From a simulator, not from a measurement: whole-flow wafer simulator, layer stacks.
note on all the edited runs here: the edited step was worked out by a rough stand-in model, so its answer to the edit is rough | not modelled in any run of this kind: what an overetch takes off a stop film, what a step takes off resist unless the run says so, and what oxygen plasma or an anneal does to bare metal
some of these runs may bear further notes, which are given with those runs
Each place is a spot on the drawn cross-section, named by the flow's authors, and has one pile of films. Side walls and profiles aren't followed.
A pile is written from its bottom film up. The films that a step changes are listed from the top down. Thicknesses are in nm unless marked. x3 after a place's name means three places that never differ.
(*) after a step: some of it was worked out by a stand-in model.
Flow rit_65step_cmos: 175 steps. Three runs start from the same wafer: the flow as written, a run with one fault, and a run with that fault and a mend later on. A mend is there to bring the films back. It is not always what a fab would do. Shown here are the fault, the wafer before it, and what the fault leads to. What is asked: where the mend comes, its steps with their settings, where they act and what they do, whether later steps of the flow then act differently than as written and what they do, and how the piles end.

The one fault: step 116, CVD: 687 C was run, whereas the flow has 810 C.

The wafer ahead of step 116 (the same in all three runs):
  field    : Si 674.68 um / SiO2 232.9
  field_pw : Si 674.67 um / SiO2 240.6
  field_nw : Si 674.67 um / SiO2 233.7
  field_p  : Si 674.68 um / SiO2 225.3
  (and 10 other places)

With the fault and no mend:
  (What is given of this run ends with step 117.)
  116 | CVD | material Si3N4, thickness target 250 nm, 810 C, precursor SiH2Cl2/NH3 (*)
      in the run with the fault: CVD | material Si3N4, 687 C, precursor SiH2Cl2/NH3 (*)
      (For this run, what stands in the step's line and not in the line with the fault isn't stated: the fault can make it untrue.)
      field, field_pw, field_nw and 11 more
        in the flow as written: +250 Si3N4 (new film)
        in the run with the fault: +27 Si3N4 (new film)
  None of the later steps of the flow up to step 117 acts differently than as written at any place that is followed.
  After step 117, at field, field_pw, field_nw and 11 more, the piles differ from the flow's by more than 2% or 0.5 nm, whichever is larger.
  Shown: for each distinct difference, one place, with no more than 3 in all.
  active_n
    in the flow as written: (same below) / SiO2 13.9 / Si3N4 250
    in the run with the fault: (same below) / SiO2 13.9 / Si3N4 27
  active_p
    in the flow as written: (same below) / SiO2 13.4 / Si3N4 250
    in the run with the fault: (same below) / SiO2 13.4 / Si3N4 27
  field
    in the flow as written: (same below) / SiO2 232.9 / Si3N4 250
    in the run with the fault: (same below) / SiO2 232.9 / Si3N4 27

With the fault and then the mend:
  The mend follows step 117.
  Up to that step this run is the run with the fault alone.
  117a | CVD | material Si3N4, thickness target 223 nm, 810 C, precursor SiH2Cl2/NH3 (*) (the flow's step 116, run once more with other settings)
      field, field_pw, field_nw and 11 more
        +223 Si3N4
  None of the later steps of the flow differs from how it acts as written, at any place that is followed, by more than 2% or 0.5 nm, whichever is larger.
  The piles end the same as the flow's at every place that both follow.
